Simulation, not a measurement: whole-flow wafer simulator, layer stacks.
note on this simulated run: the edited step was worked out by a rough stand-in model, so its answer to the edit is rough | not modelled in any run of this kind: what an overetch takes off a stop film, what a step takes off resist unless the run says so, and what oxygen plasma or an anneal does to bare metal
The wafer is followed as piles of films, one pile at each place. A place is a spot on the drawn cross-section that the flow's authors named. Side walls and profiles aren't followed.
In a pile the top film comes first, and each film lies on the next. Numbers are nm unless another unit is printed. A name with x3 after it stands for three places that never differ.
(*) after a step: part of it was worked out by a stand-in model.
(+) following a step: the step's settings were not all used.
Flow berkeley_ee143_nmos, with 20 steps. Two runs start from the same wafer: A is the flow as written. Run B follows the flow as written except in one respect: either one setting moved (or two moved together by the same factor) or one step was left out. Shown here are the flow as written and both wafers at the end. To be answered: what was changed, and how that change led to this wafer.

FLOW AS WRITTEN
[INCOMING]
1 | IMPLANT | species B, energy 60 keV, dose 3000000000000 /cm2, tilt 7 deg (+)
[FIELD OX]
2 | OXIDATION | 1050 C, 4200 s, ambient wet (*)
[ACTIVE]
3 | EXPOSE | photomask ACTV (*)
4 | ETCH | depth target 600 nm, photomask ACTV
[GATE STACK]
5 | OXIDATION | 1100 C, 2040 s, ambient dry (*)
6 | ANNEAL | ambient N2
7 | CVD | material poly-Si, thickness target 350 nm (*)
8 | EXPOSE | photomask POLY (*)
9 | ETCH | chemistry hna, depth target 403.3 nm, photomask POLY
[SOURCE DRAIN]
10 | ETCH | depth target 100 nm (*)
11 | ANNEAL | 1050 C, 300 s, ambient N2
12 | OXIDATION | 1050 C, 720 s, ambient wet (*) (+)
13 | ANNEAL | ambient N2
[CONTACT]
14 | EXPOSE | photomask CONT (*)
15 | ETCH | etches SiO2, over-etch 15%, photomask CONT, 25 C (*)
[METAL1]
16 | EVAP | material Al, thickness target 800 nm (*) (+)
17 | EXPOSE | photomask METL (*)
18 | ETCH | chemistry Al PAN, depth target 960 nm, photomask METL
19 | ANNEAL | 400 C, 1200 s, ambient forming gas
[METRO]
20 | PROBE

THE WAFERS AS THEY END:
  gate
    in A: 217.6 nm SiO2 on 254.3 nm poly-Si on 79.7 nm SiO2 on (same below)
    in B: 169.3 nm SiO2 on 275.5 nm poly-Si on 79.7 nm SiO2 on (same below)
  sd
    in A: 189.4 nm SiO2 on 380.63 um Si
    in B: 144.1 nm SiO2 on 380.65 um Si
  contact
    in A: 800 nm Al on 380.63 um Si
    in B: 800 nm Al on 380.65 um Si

What caused this: step 12, OXIDATION: 495 s was run, whereas the flow has 720 s.

Step by step, how the change led to this:
  12 | OXIDATION | 1050 C, 720 s, ambient wet (*) (+)
      sd, contact: A +189.4 SiO2 (new film), -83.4 Si | B +144.1 SiO2 (new film), -63.4 Si
      gate: A +217.6 SiO2 (new film), -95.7 poly-Si | B +169.3 SiO2 (new film), -74.5 poly-Si
      (and at 1 other place as well)
  15 | ETCH | etches SiO2, over-etch 15%, photomask CONT, 25 C (*)
      contact: A -189.4 SiO2 (all of it) | B -144.1 SiO2 (all of it)
